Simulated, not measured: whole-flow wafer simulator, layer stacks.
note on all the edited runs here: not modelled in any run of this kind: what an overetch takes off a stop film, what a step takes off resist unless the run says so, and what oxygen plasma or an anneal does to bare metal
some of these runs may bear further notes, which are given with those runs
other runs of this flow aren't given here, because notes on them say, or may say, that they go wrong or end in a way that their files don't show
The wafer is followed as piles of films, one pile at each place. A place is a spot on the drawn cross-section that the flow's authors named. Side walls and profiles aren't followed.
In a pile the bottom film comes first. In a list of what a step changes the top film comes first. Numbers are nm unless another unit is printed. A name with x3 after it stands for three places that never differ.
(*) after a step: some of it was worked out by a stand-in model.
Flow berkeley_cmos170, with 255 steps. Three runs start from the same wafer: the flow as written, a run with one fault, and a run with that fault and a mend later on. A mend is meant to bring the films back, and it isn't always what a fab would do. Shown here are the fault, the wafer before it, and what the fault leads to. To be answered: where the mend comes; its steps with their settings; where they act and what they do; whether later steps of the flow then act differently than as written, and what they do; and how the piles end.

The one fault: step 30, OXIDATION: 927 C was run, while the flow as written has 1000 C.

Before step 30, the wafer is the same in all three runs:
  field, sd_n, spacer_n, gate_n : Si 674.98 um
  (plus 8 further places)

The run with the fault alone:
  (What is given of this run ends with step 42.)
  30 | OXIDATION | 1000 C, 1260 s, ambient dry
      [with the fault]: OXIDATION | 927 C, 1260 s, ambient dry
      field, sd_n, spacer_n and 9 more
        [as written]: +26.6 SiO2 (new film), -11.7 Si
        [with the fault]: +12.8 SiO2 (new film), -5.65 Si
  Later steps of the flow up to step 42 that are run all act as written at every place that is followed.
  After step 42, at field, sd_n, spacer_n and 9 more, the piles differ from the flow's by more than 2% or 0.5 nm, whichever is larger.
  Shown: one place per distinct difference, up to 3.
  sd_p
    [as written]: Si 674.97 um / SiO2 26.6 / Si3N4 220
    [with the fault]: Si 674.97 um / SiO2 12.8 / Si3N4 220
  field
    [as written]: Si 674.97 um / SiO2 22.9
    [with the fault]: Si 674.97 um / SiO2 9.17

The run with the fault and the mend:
  The mend follows step 31.
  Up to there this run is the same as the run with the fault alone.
  31a | ETCH | depth target 14.77 nm
      field, sd_n, spacer_n and 9 more
        -12.8 SiO2 (all of it)
  31b | CLEAN | chemistry SPM (*) (the flow's step 25 again)
      field, sd_n, spacer_n and 9 more
        +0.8 chemical SiO2 (new film), -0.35 Si
  31c | OXIDATION | 1000 C, 1260 s, ambient dry (the flow's step 30 again)
      field, sd_n, spacer_n and 9 more
        +26.7 SiO2 (new film), -0.8 chemical SiO2 (all of it), -11.4 Si
  Later steps of the flow that are run all act as written at every place that is followed, up to a difference of at most 2% or 0.5 nm, whichever is larger.
  The piles end only slightly different from the flow's at the places that both follow, by no more than 2% or 0.5 nm, whichever is larger.
